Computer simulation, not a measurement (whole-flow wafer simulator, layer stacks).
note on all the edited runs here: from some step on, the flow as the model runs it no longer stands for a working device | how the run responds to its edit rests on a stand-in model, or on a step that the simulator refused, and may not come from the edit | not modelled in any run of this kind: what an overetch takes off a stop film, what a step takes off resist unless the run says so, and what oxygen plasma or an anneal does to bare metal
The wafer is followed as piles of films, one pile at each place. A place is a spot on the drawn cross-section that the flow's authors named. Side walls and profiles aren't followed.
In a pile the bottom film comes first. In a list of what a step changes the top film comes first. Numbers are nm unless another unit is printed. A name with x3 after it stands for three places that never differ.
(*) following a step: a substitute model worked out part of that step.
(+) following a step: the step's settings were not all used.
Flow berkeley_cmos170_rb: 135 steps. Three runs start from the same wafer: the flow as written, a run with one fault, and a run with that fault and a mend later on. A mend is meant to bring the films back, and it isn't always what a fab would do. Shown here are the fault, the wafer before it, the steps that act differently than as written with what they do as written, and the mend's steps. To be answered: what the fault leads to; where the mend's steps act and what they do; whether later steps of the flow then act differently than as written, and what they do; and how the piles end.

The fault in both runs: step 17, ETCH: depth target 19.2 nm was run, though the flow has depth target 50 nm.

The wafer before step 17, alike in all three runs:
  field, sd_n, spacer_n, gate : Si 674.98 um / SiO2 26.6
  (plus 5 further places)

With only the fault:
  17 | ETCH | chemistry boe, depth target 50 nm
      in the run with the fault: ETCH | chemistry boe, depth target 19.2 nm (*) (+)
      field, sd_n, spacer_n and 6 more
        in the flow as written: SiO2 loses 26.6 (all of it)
        in the run with the fault: SiO2 loses 19.2
  Steps later in the flow that act otherwise than as written:
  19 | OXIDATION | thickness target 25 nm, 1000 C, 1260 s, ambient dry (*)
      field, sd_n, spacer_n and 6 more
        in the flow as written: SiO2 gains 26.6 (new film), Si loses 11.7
        in the run with the fault: SiO2 gains 21.7, Si loses 9.56
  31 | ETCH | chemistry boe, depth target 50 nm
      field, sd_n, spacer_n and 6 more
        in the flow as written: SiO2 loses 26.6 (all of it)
        in the run with the fault: SiO2 loses 29.1 (all of it)
  When the end is reached, the piles differ only a little from the flow's at the places that both follow, at most by 2% or 0.5 nm, whichever is larger.

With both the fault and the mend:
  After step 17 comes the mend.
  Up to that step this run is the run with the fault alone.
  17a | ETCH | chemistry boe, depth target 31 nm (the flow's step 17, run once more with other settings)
      field, sd_n, spacer_n and 6 more
        SiO2 loses 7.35 (all of it)
  None of the later steps of the flow acts differently than as written at any place that is followed.
  By the end, the piles equal the flow's at every place that both follow.
